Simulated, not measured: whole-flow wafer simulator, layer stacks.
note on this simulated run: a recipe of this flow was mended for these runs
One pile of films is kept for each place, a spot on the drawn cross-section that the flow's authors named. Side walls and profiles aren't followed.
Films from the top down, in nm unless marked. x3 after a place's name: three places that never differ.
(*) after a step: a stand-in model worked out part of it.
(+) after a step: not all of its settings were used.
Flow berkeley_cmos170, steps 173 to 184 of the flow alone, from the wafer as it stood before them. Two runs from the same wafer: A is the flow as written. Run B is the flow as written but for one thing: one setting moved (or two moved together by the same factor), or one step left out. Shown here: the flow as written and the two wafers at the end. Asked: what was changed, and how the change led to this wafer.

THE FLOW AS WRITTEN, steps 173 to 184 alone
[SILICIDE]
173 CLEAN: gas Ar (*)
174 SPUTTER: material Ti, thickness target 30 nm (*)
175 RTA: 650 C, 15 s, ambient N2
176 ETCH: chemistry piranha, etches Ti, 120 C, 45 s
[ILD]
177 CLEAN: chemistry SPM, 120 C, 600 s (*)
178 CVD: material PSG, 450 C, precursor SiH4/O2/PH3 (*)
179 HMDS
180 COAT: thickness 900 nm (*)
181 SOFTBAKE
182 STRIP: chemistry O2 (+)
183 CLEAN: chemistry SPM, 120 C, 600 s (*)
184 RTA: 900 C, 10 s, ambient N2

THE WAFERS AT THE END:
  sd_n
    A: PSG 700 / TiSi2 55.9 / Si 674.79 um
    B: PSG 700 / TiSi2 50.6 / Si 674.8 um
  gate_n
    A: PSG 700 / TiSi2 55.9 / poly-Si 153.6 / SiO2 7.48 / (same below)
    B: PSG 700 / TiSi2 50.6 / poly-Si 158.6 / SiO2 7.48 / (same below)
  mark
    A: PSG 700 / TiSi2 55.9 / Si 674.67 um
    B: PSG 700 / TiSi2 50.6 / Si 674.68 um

The cause: step 175, RTA: 6 s was run, where the flow has 15 s.

How the change led to this, step by step:
  175 RTA: 650 C, 15 s, ambient N2
      mark, sd_n, sd_p, contact, m1, via1, m2, via2: A Ti -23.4, TiSi first +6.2 (new film), TiSi2 C49 +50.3 (new film), Si -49 | B Ti -21.2, TiSi first +22.1 (new film), TiSi2 C49 +21.1 (new film), Si -33.5
      gate_n, gate_p: A Ti -23.4, TiSi first +6.2 (new film), TiSi2 C49 +50.3 (new film), poly-Si -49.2 | B Ti -21.2, TiSi first +22.1 (new film), TiSi2 C49 +21.1 (new film), poly-Si -33.6
  176 ETCH: chemistry piranha, etches Ti, 120 C, 45 s
      mark, sd_n, gate_n and 7 more: A Ti -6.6 (all of it), TiSi first -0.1 | B Ti -8.81 (all of it), TiSi first -0.1
  184 RTA: 900 C, 10 s, ambient N2
      mark, sd_n, sd_p, contact, m1, via1, m2, via2: A under 1 film: TiSi2 +55.9 (new film), TiSi first -6.09 (all of it), TiSi2 C49 -50.3 (all of it), Si -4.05 | B under 1 film: TiSi2 +50.6 (new film), TiSi first -22 (all of it), TiSi2 C49 -21.1 (all of it), Si -14.6
      gate_n, gate_p: A under 1 film: TiSi2 +55.9 (new film), TiSi first -6.09 (all of it), TiSi2 C49 -50.3 (all of it), poly-Si -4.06 | B under 1 film: TiSi2 +50.6 (new film), TiSi first -22 (all of it), TiSi2 C49 -21.1 (all of it), poly-Si -14.6
